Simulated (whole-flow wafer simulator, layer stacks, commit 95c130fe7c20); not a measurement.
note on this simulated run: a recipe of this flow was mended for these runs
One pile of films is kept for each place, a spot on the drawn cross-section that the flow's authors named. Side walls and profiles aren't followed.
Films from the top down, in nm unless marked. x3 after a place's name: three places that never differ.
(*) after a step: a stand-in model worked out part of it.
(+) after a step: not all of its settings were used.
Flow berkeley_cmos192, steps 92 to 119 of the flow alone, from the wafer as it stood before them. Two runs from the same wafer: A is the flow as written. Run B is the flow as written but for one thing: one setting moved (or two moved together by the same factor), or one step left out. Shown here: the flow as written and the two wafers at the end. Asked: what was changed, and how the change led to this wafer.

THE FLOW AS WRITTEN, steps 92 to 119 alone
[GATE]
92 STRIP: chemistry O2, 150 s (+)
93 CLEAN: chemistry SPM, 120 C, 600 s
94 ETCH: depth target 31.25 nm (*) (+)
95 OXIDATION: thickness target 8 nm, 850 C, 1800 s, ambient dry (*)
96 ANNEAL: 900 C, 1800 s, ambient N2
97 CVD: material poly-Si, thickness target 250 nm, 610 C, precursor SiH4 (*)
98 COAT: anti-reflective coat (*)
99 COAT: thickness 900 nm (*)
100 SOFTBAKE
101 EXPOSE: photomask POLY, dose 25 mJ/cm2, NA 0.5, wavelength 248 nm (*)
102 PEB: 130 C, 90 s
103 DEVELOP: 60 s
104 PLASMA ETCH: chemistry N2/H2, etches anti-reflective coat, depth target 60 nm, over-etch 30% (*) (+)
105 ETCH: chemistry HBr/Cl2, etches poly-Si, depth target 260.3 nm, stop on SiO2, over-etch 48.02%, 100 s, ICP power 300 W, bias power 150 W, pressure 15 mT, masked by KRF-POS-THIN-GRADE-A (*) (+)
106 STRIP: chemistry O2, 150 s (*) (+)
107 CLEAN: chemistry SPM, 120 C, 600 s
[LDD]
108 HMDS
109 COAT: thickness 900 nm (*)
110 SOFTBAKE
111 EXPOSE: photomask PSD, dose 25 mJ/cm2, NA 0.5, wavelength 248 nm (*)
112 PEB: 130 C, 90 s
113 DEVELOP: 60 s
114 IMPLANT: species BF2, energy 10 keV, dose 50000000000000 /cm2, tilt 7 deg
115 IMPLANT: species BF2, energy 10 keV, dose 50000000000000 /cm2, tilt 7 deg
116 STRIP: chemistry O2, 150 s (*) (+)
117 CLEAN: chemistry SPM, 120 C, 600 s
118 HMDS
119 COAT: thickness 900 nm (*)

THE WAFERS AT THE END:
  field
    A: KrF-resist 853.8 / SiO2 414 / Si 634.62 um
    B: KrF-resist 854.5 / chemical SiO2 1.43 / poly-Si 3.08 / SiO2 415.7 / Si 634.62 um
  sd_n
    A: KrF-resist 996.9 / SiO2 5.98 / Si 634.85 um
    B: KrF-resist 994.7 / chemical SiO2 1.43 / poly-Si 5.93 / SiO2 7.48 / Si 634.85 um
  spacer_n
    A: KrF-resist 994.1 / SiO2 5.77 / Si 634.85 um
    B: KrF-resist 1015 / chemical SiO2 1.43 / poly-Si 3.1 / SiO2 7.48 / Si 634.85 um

The cause: step 97, CVD: thickness target 393 nm was run, where the flow has thickness target 250 nm.

How the change led to this, step by step:
  97 CVD: material poly-Si, thickness target 250 nm, 610 C, precursor SiH4 (*)
      field, sd_n, spacer_n and 6 more: A poly-Si +250 (new film) | B poly-Si +393 (new film)
  98 COAT: anti-reflective coat (*)
      field: A anti-reflective coat +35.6 (new film) | B anti-reflective coat +36.6 (new film)
      sd_n: A anti-reflective coat +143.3 (new film) | B anti-reflective coat +148 (new film)
      (and at 1 more place)
  104 PLASMA ETCH: chemistry N2/H2, etches anti-reflective coat, depth target 60 nm, over-etch 30% (*) (+)
      field: A anti-reflective coat -35.6 (all of it), poly-Si -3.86 | B anti-reflective coat -36.6 (all of it), poly-Si -3.99
      sd_n: A anti-reflective coat -143.3 (all of it), poly-Si -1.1 | B anti-reflective coat -148 (all of it), poly-Si -1.14
      (and at 1 more place)
  105 ETCH: chemistry HBr/Cl2, etches poly-Si, depth target 260.3 nm, stop on SiO2, over-etch 48.02%, 100 s, ICP power 300 W, bias power 150 W, pressure 15 mT, masked by KRF-POS-THIN-GRADE-A (*) (+)
      spacer_n, spacer_p: A poly-Si -246.2 (all of it), SiO2 -1.71 | B poly-Si -385.3
      field: A poly-Si -246.1 (all of it), SiO2 -1.71 | B poly-Si -385.3
      (and at 4 more places)
  106 STRIP: chemistry O2, 150 s (*) (+)
      field, sd_n, spacer_n, sd_p, spacer_p, contact, m1: A nothing | B chemical SiO2 +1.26 (new film), poly-Si -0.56
  109 COAT: thickness 900 nm (*)
      spacer_n: A KrF-resist +994 (new film) | B KrF-resist +1015 (new film)
      gate: A KrF-resist +743.5 (new film) | B KrF-resist +629.3 (new film)
      (and at 2 more places)
  113 DEVELOP: 60 s
      spacer_p: A KrF-resist -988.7 (all of it) | B KrF-resist -1009.5 (all of it)
      gate_p: A KrF-resist -738.2 (all of it) | B KrF-resist -624.2 (all of it)
  116 STRIP: chemistry O2, 150 s (*) (+)
      spacer_n: A KrF-resist -976.9 (all of it) | B KrF-resist -997.7 (all of it), chemical SiO2 +0.16, poly-Si -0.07
      gate: A KrF-resist -727 (all of it), chemical SiO2 +0.2, poly-Si -0.09 | B KrF-resist -613.1 (all of it), chemical SiO2 +0.2, poly-Si -0.09
  119 COAT: thickness 900 nm (*)
      spacer_n: A KrF-resist +994.1 (new film) | B KrF-resist +1015 (new film)
      gate: A KrF-resist +743.4 (new film) | B KrF-resist +629.4 (new film)
      (and at 2 more places)
